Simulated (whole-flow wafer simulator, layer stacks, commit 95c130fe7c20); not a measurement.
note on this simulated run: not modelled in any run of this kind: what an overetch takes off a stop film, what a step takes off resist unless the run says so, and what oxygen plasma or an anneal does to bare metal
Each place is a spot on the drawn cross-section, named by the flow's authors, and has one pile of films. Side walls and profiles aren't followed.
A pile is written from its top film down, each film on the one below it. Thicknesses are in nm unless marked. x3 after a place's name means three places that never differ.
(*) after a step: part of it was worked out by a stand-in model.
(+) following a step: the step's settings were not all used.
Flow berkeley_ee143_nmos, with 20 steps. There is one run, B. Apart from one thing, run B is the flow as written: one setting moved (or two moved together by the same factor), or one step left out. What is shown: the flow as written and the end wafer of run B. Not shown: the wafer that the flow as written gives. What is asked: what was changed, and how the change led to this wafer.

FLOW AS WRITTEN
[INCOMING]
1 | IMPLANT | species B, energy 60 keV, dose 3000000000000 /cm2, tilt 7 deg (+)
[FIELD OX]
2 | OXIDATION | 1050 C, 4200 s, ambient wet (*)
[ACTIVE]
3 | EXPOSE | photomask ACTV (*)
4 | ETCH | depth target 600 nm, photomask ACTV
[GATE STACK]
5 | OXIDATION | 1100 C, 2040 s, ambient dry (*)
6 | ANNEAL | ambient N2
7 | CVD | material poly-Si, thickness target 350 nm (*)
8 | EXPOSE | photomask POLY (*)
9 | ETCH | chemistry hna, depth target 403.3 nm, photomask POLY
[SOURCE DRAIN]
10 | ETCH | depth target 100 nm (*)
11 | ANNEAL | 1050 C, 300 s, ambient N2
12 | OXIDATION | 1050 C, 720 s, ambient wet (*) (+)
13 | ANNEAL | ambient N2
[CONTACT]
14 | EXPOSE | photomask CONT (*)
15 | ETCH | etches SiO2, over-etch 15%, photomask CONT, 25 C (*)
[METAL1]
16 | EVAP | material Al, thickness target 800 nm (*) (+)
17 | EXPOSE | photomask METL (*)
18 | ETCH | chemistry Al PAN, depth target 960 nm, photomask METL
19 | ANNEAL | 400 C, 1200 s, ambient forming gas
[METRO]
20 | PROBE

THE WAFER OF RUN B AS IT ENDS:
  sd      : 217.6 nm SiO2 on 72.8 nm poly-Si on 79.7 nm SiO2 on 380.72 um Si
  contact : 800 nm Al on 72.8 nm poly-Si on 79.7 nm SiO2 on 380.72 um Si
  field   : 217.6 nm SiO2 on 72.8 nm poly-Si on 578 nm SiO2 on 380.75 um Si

The reason: step 9, ETCH: depth target 181.5 nm was run, whereas the flow has depth target 403.3 nm.

The path from the change to this, step by step:
  9 | ETCH | chemistry hna, depth target 403.3 nm, photomask POLY
      sd, contact, field: poly-Si loses 181.5 (it would be, as written: poly-Si loses 350 (all of it))
  10 | ETCH | depth target 100 nm (*)
      sd, contact: nothing (it would be, as written: SiO2 loses 79.7 (all of it))
      field: nothing (it would be, as written: SiO2 loses 100)
  12 | OXIDATION | 1050 C, 720 s, ambient wet (*) (+)
      sd, contact: SiO2 gains 217.6 (new film), poly-Si loses 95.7 (it would be, as written: SiO2 gains 189.4 (new film), Si loses 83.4)
      field: SiO2 gains 217.6 (new film), poly-Si loses 95.7 (it would be, as written: SiO2 gains 69.1, Si loses 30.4)
  15 | ETCH | etches SiO2, over-etch 15%, photomask CONT, 25 C (*)
      contact: SiO2 loses 217.6 (all of it) (it would be, as written: SiO2 loses 189.4 (all of it))
